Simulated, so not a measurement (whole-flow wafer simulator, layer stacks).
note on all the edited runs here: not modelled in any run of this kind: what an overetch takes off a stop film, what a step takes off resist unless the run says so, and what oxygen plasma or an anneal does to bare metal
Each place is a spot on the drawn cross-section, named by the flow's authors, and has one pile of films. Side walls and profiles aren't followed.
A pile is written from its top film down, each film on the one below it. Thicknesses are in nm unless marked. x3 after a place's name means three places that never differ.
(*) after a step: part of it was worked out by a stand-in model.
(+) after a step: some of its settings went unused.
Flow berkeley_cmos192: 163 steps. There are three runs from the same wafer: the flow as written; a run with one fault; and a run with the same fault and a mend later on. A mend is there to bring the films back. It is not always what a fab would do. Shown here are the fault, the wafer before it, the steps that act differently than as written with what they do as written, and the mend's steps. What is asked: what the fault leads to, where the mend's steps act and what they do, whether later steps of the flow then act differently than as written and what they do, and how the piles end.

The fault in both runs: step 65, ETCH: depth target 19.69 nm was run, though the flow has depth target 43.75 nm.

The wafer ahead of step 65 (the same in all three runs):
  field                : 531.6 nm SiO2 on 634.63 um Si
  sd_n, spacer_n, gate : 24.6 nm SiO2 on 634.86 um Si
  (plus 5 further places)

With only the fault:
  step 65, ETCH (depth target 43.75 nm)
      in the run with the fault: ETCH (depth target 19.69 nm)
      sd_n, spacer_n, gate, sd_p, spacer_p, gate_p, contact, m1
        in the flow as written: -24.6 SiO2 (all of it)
        in the run with the fault: -19.7 SiO2
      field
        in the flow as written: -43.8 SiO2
        in the run with the fault: -19.7 SiO2
  Steps further on in the flow that do not act as written (not shown: 40 more steps that differ only slightly, by at most 2% or 0.5 nm, whichever is larger):
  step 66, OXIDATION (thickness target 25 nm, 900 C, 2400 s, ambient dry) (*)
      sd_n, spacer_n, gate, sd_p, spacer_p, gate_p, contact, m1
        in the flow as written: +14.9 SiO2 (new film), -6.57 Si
        in the run with the fault: +12.9 SiO2, -5.69 Si
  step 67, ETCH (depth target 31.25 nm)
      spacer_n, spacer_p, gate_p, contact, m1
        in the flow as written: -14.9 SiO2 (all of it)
        in the run with the fault: -17.8 SiO2 (all of it)
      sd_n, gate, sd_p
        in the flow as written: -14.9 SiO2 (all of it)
        in the run with the fault: -17.9 SiO2 (all of it)
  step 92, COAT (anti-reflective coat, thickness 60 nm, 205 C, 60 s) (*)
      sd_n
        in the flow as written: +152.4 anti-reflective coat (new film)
        in the run with the fault: +170.1 anti-reflective coat (new film)
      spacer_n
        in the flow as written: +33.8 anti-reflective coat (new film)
        in the run with the fault: +28.6 anti-reflective coat (new film)
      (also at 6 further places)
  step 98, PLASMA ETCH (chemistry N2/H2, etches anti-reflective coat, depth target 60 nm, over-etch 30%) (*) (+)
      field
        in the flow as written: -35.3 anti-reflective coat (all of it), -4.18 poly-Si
        in the run with the fault: -35.4 anti-reflective coat (all of it), -4.76 poly-Si
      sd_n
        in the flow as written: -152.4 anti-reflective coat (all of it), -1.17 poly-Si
        in the run with the fault: -170.1 anti-reflective coat (all of it), -1.31 poly-Si
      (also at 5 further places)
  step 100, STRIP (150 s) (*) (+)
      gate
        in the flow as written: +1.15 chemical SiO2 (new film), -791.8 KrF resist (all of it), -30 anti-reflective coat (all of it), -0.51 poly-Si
        in the run with the fault: +1.15 chemical SiO2 (new film), -811.7 KrF resist (all of it), -24.3 anti-reflective coat (all of it), -0.51 poly-Si
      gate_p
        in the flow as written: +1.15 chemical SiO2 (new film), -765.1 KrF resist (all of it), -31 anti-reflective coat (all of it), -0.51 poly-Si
        in the run with the fault: +1.15 chemical SiO2 (new film), -777.6 KrF resist (all of it), -27.3 anti-reflective coat (all of it), -0.51 poly-Si
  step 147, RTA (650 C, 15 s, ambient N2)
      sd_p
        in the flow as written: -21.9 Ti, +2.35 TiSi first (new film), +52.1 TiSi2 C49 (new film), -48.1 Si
        in the run with the fault: -21.5 Ti, +1.39 TiSi first (new film), +52.5 TiSi2 C49 (new film), -47.8 Si
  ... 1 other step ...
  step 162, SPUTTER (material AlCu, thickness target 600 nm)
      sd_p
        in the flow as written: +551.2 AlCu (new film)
        in the run with the fault: +537.4 AlCu (new film)
  The piles end different from the flow's at field, sd_p by more than 2% or 0.5 nm, whichever is larger.
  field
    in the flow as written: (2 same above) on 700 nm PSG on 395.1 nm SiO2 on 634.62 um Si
    in the run with the fault: (2 same above) on 700 nm PSG on 418.9 nm SiO2 on 634.62 um Si
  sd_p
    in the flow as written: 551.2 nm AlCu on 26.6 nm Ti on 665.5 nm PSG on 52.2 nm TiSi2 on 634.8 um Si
    in the run with the fault: 537.4 nm AlCu on 26.2 nm Ti on 659.7 nm PSG on 51.3 nm TiSi2 on 634.8 um Si

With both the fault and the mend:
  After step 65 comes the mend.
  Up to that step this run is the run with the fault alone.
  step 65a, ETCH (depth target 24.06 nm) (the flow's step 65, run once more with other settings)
      spacer_n, spacer_p, gate_p, contact, m1
        -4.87 SiO2 (all of it)
      sd_n, sd_p
        -4.93 SiO2 (all of it)
      field
        -24.1 SiO2
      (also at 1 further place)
  None of the later steps of the flow differs from how it acts as written, at any place that is followed, by more than 2% or 0.5 nm, whichever is larger.
  At every place that both follow, the piles at the end match the flow's.
